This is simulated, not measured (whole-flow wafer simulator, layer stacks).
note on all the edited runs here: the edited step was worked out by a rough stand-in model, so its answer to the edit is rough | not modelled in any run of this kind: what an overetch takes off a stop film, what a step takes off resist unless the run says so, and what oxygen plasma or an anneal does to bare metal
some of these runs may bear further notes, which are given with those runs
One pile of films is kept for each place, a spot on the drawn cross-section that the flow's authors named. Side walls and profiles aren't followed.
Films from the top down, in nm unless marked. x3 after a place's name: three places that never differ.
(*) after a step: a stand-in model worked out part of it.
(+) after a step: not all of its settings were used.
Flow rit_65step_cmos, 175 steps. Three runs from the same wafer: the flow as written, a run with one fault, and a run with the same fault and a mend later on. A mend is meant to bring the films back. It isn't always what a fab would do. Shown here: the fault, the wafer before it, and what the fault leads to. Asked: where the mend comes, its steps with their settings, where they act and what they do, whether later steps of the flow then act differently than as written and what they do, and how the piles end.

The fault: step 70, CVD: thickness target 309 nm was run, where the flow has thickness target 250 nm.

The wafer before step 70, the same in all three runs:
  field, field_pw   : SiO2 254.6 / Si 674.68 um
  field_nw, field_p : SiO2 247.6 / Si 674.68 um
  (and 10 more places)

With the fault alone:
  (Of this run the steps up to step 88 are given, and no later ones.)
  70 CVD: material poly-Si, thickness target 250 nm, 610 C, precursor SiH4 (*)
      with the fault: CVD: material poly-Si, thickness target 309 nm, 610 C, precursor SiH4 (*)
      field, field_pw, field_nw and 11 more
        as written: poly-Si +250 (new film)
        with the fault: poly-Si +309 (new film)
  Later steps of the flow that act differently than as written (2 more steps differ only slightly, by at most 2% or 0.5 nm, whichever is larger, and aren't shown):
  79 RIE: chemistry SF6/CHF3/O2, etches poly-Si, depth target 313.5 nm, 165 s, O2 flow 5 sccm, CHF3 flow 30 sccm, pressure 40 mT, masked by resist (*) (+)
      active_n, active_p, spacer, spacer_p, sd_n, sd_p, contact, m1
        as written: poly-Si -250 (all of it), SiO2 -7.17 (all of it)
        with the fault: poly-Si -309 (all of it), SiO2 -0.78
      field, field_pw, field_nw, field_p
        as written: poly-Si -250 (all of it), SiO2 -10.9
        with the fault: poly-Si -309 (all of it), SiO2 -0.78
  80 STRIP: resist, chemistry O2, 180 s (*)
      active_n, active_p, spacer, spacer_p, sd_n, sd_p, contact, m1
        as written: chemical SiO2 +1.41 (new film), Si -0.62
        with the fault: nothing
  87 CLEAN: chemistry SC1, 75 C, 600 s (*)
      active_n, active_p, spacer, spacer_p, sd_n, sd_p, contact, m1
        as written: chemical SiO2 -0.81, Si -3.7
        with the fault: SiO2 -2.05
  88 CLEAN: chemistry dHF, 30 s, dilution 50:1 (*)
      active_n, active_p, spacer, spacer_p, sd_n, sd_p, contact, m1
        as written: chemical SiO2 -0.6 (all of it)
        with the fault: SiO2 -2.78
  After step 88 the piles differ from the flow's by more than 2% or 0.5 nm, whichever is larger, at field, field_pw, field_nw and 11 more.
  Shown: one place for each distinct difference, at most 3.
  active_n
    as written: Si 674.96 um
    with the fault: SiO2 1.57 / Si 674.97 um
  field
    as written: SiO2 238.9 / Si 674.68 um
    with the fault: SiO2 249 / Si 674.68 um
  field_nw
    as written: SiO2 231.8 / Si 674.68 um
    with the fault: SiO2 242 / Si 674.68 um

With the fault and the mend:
  The mend comes after step 71.
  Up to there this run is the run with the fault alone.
  71a ETCH: chemistry tmah, depth target 59 nm
      field, field_pw, field_nw and 11 more
        poly-Si -59
  No later step of the flow acts differently than as written at any place that is followed.
  At the end the piles are the same as the flow's at every place that both follow.
